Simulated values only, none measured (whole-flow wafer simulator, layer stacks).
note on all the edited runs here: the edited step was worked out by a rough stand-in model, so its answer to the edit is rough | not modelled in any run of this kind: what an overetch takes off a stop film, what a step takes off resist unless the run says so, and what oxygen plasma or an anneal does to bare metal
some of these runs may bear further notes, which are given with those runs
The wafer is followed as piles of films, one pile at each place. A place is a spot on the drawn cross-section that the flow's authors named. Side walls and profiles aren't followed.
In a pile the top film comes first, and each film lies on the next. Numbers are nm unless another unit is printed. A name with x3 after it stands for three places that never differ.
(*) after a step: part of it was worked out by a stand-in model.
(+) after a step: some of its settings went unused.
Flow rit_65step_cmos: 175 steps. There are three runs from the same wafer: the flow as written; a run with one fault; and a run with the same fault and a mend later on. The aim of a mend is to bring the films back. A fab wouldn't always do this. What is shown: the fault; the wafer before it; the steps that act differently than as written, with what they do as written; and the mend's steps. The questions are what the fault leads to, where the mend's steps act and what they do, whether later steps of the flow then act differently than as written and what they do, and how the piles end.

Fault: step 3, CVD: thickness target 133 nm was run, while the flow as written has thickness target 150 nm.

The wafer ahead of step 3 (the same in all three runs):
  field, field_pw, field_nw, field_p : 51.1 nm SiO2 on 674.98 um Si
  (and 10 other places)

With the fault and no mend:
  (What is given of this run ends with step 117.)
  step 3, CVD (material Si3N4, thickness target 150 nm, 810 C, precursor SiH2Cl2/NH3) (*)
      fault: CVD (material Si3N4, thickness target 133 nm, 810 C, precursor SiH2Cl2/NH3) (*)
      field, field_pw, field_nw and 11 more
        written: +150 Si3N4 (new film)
        fault: +133 Si3N4 (new film)
  Later steps of the flow acting differently than as written (not shown: 38 more steps that differ only slightly, by at most 2% or 0.5 nm, whichever is larger):
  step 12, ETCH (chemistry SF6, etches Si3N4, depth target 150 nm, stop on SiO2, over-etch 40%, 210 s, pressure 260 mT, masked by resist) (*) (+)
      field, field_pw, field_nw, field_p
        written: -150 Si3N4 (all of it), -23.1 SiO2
        fault: -133 Si3N4 (all of it), -29.6 SiO2
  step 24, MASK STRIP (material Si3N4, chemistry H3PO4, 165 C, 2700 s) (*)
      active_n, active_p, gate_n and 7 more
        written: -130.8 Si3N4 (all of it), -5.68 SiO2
        fault: -113.8 Si3N4 (all of it), -6.33 SiO2
  Once step 117 is done, the piles differ only a little from the flow's at the places that both follow, at most by 2% or 0.5 nm, whichever is larger.

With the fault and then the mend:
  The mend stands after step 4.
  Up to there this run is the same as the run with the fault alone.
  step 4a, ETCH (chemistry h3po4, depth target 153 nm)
      field, field_pw, field_nw and 11 more
        -133 Si3N4 (all of it)
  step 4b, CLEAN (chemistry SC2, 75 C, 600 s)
      alters no film at any place that is followed
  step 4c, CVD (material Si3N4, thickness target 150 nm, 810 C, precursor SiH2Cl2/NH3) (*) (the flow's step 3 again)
      field, field_pw, field_nw and 11 more
        +150 Si3N4 (new film)
  Later steps of the flow that are run all act as written at every place that is followed.
  By the end, the piles equal the flow's at every place that both follow.
